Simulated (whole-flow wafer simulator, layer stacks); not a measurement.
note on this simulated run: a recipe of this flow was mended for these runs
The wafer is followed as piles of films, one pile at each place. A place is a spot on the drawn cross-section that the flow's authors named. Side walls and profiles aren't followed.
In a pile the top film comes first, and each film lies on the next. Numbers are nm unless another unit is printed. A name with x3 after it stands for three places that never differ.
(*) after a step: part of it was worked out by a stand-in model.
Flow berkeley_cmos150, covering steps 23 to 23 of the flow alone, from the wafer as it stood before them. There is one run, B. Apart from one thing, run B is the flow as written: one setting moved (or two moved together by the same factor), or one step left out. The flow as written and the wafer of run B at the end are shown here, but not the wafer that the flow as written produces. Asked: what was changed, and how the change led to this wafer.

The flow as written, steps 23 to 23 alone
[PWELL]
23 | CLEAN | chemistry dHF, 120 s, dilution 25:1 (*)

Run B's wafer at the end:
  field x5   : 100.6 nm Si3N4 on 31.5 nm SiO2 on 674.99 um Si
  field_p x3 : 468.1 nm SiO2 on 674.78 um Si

The reason: step 23, CLEAN: 49.5 s was run, whereas the flow has 120 s.

Step by step, how the change led to this:
  23 | CLEAN | chemistry dHF, 120 s, dilution 25:1 (*)
      field x5: -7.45 SiO2 (all of it), -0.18 Si3N4 (in the flow as written it would be: -7.45 SiO2 (all of it), -1.36 Si3N4)
      field_p x3: -9.47 SiO2 (in the flow as written it would be: -23 SiO2)
